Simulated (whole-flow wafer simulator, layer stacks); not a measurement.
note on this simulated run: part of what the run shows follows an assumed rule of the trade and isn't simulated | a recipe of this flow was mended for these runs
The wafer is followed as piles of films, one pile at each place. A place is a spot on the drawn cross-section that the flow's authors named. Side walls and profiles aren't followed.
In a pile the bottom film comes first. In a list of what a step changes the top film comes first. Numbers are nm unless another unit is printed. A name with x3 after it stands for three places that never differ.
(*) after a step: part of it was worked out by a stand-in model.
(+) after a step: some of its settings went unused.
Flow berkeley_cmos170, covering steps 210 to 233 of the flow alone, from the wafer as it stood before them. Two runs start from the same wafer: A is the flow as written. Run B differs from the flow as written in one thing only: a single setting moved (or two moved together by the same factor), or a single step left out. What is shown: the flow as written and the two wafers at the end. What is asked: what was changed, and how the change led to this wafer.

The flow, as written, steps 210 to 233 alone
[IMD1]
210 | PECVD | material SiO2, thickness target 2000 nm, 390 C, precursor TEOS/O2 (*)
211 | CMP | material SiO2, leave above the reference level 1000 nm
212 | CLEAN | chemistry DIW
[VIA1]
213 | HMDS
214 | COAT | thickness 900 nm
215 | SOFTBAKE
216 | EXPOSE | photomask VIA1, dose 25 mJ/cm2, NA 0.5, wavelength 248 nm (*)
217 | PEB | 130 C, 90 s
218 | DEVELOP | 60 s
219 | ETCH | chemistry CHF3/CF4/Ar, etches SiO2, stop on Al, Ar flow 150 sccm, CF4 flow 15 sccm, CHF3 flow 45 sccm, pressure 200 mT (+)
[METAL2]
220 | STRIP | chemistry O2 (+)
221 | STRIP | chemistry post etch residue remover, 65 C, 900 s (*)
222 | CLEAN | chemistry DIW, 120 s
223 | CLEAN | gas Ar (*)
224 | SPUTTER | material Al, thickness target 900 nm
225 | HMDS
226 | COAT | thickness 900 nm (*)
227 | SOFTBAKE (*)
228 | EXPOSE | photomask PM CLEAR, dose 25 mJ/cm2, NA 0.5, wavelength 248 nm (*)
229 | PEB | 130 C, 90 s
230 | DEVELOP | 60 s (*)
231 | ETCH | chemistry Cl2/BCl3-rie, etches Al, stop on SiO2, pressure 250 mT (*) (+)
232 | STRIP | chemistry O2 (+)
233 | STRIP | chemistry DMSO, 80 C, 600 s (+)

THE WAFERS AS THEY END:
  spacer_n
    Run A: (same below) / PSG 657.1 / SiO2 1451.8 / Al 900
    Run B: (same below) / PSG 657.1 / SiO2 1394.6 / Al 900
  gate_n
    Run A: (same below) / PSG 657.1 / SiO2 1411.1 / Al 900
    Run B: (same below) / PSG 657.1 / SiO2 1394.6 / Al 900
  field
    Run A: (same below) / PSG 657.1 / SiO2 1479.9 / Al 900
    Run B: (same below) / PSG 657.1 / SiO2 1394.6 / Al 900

What caused this: step 210, PECVD: thickness target 1400 nm was run, though the flow has thickness target 2000 nm.

The path from the change to this, step by step:
  210 | PECVD | material SiO2, thickness target 2000 nm, 390 C, precursor TEOS/O2 (*)
      field, mark, sd_n and 8 more: A SiO2 gains 2000 (new film) | B SiO2 gains 1400 (new film)
      sd_p: A SiO2 gains 1975.9 (new film) | B SiO2 gains 1384.1 (new film)
      (and at 1 other place as well)
  211 | CMP | material SiO2, leave above the reference level 1000 nm
      spacer_n, spacer_p: A SiO2 loses 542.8 | B nothing
      gate_n, gate_p: A SiO2 loses 583.6 | B nothing
      (and at 9 other places as well)
  214 | COAT | thickness 900 nm
      sd_n: A KrF-resist gains 900 (new film) | B KrF-resist gains 1033.5 (new film)
      spacer_n: A KrF-resist gains 900 (new film) | B KrF-resist gains 865.2 (new film)
      (and at 9 other places as well)
  217 | PEB | 130 C, 90 s
      contact: A KrF-resist loses 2 | B KrF-resist loses 3.34
  218 | DEVELOP | 60 s
      via1: A KrF-resist loses 898 (all of it) | B KrF-resist loses 862.6 (all of it)
  220 | STRIP | chemistry O2 (+)
      sd_n: A KrF-resist loses 607.6 (all of it) | B KrF-resist loses 740.8 (all of it)
      spacer_n: A KrF-resist loses 607.6 (all of it) | B KrF-resist loses 573 (all of it)
      (and at 8 other places as well)
  224 | SPUTTER | material Al, thickness target 900 nm
      sd_p: A Al gains 900 (new film) | B Al gains 864.3 (new film)
      contact: A Al gains 900 (new film) | B Al gains 777.2 (new film)
  226 | COAT | thickness 900 nm (*)
      sd_n: A KrF-resist gains 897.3 (new film) | B KrF-resist gains 1049 (new film)
      spacer_n: A KrF-resist gains 899.9 (new film) | B KrF-resist gains 865.2 (new film)
      (and at 8 other places as well)
  229 | PEB | 130 C, 90 s
      contact: A KrF-resist loses 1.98 | B KrF-resist loses 3.65
  232 | STRIP | chemistry O2 (+)
      field: A KrF-resist loses 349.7 (all of it) | B KrF-resist loses 340.2 (all of it)
      sd_n: A KrF-resist loses 347 (all of it) | B KrF-resist loses 498.4 (all of it)
      (and at 9 other places as well)
